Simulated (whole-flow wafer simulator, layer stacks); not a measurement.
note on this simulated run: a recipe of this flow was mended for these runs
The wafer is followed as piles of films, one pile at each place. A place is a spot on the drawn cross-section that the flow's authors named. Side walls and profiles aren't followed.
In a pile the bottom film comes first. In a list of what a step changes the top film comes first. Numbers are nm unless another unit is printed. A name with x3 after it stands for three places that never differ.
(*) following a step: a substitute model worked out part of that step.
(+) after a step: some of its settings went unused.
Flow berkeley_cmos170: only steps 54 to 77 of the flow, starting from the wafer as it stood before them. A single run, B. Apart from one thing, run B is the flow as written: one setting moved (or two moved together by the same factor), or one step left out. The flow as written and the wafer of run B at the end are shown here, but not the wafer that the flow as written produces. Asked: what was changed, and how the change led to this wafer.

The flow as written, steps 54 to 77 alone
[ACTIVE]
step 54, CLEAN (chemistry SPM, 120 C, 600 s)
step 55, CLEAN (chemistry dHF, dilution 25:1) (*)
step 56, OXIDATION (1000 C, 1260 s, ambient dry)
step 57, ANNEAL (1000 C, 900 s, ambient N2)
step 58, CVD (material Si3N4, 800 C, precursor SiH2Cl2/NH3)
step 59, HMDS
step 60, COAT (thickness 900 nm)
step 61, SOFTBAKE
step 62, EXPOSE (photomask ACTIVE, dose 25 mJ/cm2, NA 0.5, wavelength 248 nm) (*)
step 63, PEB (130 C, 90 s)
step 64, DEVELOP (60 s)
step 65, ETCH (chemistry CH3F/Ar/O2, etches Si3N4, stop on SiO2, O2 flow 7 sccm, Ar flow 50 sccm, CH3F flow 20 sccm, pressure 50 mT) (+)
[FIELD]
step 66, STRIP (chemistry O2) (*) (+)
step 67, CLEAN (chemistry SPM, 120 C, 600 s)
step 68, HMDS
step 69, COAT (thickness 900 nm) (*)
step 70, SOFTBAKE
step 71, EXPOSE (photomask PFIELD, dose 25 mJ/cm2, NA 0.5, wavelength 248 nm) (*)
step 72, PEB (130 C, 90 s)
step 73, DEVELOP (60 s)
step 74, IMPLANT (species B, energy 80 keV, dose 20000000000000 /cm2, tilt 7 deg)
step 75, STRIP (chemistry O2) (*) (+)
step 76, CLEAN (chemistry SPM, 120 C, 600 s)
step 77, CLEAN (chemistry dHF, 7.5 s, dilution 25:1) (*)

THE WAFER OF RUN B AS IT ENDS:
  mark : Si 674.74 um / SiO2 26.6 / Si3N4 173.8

Cause: step 58, CVD: 780 C was run, while the flow as written has 800 C.

Step by step, how the change led to this:
  step 58, CVD (material Si3N4, 800 C, precursor SiH2Cl2/NH3)
      field, mark, sd_n and 10 more: Si3N4 gains 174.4 (new film) (as written it would have been: Si3N4 gains 220 (new film))
  step 65, ETCH (chemistry CH3F/Ar/O2, etches Si3N4, stop on SiO2, O2 flow 7 sccm, Ar flow 50 sccm, CH3F flow 20 sccm, pressure 50 mT) (+)
      mark, sd_n, spacer_n and 9 more: KrF-resist loses 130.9 (as written it would have been: KrF-resist loses 161.3)
      field: Si3N4 loses 174.4 (all of it), SiO2 loses 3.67 (as written it would have been: Si3N4 loses 220 (all of it), SiO2 loses 3.67)
  step 66, STRIP (chemistry O2) (*) (+)
      mark, sd_n, spacer_n and 9 more: KrF-resist loses 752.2 (all of it) (as written it would have been: KrF-resist loses 721.7 (all of it))
  step 69, COAT (thickness 900 nm) (*)
      sd_n: KrF-resist gains 806.7 (new film) (as written it would have been: KrF-resist gains 784.1 (new film))
      sd_p: KrF-resist gains 826.3 (new film) (as written it would have been: KrF-resist gains 807.6 (new film))
      (also at 2 further places)
  step 75, STRIP (chemistry O2) (*) (+)
      sd_n: KrF-resist loses 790 (all of it) (as written it would have been: KrF-resist loses 767.4 (all of it))
      sd_p: KrF-resist loses 809.5 (all of it) (as written it would have been: KrF-resist loses 790.9 (all of it))
      (also at 2 further places)
